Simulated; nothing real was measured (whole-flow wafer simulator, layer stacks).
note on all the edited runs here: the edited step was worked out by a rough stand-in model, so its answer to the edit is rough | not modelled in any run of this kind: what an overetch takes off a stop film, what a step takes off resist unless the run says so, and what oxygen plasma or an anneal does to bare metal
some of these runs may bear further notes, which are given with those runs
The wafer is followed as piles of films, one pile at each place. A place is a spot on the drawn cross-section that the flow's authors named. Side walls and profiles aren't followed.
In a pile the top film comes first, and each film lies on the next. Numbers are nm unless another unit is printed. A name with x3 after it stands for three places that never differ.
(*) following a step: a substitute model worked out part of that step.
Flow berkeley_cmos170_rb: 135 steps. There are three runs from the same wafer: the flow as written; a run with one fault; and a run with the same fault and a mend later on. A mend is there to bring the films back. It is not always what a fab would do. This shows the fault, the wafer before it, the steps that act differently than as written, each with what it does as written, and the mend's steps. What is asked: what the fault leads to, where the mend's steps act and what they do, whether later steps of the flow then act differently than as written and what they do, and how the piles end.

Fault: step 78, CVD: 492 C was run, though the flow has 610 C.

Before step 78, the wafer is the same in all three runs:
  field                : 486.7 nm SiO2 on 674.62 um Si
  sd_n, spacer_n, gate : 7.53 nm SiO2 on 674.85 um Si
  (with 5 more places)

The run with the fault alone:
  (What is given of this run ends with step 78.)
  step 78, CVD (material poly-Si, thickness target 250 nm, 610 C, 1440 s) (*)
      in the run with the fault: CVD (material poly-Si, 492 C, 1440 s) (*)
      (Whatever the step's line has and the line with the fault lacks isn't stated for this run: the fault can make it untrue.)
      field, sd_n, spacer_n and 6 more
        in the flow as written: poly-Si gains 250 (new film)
        in the run with the fault: poly-Si gains 10.6 (new film)
  After step 78, at field, sd_n, spacer_n and 6 more, the piles differ from the flow's by more than 2% or 0.5 nm, whichever is larger.
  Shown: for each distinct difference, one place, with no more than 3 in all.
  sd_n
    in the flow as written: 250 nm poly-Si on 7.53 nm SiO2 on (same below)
    in the run with the fault: 10.6 nm poly-Si on 7.53 nm SiO2 on (same below)
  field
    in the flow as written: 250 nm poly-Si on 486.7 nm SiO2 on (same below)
    in the run with the fault: 10.6 nm poly-Si on 486.7 nm SiO2 on (same below)

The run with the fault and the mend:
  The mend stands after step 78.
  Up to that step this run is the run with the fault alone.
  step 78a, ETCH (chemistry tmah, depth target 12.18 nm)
      field, sd_n, spacer_n and 6 more
        poly-Si loses 10.6 (all of it)
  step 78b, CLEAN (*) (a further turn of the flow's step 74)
      does not change any film at any place that is followed
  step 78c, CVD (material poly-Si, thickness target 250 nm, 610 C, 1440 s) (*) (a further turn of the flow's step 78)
      field, sd_n, spacer_n and 6 more
        poly-Si gains 250 (new film)
  Later steps of the flow that are run all act as written at every place that is followed, up to a difference of at most 2% or 0.5 nm, whichever is larger.
  The piles end the same as the flow's at every place that both follow.
